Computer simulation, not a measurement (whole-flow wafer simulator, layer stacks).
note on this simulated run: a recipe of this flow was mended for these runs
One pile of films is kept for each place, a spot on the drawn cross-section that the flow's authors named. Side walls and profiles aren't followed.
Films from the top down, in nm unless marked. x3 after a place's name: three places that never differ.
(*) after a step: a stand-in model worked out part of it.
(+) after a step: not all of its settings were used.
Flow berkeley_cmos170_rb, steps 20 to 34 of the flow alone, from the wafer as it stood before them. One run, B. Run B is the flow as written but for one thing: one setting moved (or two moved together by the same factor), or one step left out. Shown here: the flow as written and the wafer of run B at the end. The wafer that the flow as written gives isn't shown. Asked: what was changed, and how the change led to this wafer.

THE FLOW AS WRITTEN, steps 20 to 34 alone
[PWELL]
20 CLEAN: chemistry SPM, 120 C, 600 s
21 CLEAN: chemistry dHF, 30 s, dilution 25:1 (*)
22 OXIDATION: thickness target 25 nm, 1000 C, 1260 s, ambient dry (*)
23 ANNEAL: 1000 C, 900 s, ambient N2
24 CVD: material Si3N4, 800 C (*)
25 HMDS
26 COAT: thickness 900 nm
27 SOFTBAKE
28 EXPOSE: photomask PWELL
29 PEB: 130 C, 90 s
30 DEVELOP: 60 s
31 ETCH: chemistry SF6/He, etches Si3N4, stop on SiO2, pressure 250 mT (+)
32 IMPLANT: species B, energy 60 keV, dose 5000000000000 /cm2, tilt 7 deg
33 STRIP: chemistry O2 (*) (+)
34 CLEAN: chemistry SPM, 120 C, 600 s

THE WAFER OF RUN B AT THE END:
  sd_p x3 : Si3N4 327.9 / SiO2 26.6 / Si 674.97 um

The cause: step 24, CVD: 835 C was run, where the flow has 800 C.

How the change led to this, step by step:
  24 CVD: material Si3N4, 800 C (*)
      field x6, sd_p x3: Si3N4 +327.9 (new film) (as written it would be: Si3N4 +220 (new film))
  31 ETCH: chemistry SF6/He, etches Si3N4, stop on SiO2, pressure 250 mT (+)
      field x6: Si3N4 -327.9 (all of it), SiO2 -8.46 (as written it would be: Si3N4 -220 (all of it), SiO2 -8.46)
      sd_p x3: KrF-resist -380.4 (as written it would be: KrF-resist -263)
  33 STRIP: chemistry O2 (*) (+)
      sd_p x3: KrF-resist -502.7 (all of it) (as written it would be: KrF-resist -620 (all of it))
